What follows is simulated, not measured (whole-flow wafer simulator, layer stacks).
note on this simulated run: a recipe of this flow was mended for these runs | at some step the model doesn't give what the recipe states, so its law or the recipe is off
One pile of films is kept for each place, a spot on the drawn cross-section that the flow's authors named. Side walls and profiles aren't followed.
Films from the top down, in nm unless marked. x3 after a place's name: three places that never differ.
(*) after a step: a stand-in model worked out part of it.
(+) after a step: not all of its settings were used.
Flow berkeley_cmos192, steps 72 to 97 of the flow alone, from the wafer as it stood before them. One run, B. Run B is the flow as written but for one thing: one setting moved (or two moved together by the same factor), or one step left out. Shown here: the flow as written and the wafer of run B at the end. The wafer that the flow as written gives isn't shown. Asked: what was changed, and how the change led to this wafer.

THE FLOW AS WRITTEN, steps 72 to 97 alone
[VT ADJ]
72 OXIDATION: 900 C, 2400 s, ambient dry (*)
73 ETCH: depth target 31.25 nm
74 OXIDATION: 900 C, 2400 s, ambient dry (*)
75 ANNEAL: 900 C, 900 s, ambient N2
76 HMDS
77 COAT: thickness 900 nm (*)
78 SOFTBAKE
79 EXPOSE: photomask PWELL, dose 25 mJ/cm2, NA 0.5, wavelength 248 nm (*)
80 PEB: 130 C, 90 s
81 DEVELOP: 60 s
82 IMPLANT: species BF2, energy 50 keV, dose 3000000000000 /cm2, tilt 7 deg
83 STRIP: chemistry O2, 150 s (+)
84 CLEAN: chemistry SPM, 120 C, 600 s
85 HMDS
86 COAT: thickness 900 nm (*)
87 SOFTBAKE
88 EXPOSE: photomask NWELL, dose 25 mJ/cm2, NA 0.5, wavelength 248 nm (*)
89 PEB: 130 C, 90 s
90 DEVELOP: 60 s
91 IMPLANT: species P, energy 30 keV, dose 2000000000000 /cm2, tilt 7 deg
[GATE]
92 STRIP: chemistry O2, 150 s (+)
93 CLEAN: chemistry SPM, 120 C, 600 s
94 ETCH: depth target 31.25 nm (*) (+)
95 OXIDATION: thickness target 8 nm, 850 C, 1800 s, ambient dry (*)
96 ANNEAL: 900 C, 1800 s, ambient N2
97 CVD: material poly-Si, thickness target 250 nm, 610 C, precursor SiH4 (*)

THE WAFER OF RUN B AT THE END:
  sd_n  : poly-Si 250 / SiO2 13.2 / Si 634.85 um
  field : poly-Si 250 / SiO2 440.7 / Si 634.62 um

The cause: step 94, ETCH: depth target 6.25 nm was run, where the flow has depth target 31.25 nm.

How the change led to this, step by step:
  94 ETCH: depth target 31.25 nm (*) (+)
      sd_n, spacer_n, gate, sd_p, spacer_p, gate_p, contact, m1: SiO2 -6.25 (as written it would be: SiO2 -14.9 (all of it))
      field: SiO2 -6.25 (as written it would be: SiO2 -31.2)
  95 OXIDATION: thickness target 8 nm, 850 C, 1800 s, ambient dry (*)
      sd_n, spacer_n, gate, sd_p, spacer_p, gate_p, contact, m1: SiO2 +4.54, Si -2 (as written it would be: SiO2 +7.48 (new film), Si -3.29)
